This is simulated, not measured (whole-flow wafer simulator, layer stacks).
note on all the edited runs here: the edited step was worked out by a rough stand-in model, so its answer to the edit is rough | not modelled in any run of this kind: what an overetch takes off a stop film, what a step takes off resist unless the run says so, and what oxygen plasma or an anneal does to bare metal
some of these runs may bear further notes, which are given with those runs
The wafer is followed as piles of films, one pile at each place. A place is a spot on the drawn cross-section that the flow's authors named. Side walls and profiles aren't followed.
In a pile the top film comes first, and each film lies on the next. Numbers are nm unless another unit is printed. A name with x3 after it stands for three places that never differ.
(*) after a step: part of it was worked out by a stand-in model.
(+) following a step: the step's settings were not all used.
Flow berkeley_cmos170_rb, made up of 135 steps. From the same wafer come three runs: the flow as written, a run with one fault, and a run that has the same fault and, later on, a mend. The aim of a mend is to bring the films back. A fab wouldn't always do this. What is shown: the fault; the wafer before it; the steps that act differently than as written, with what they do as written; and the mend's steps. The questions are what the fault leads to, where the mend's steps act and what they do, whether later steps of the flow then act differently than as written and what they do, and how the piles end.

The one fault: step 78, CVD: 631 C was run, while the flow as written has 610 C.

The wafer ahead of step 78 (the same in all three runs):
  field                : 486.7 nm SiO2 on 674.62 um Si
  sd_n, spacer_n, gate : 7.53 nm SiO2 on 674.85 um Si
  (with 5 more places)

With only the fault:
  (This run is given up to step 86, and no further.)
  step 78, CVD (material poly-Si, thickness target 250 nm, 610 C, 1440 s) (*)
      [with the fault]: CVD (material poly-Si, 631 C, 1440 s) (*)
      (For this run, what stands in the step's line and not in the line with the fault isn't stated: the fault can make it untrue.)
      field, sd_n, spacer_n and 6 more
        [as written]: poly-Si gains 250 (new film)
        [with the fault]: poly-Si gains 374.7 (new film)
  Later steps of the flow acting differently than as written (2 more steps, not shown, differ only slightly: by at most 2% or 0.5 nm, whichever is larger):
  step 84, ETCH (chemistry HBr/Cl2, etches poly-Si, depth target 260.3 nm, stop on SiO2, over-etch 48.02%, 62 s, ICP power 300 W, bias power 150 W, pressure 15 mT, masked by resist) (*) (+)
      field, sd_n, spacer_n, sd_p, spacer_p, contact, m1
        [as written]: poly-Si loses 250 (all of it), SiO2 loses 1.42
        [with the fault]: poly-Si loses 374.7 (all of it), SiO2 loses 0.05
  Once step 86 is done, the piles at sd_n, spacer_n, gate, sd_p, spacer_p, gate_p, contact, m1 depart from the flow's by more than 2% or 0.5 nm, whichever is larger.
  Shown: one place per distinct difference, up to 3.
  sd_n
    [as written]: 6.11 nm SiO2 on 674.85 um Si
    [with the fault]: 7.47 nm SiO2 on 674.85 um Si
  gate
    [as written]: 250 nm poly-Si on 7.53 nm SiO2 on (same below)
    [with the fault]: 374.7 nm poly-Si on 7.53 nm SiO2 on (same below)

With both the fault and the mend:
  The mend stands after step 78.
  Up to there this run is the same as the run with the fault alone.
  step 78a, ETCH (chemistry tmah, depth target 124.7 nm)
      field, sd_n, spacer_n and 6 more
        poly-Si loses 124.7
  Later steps of the flow that are run all act as written at every place that is followed, up to a difference of at most 2% or 0.5 nm, whichever is larger.
  When the end is reached, the piles differ only a little from the flow's at the places that both follow, at most by 2% or 0.5 nm, whichever is larger.
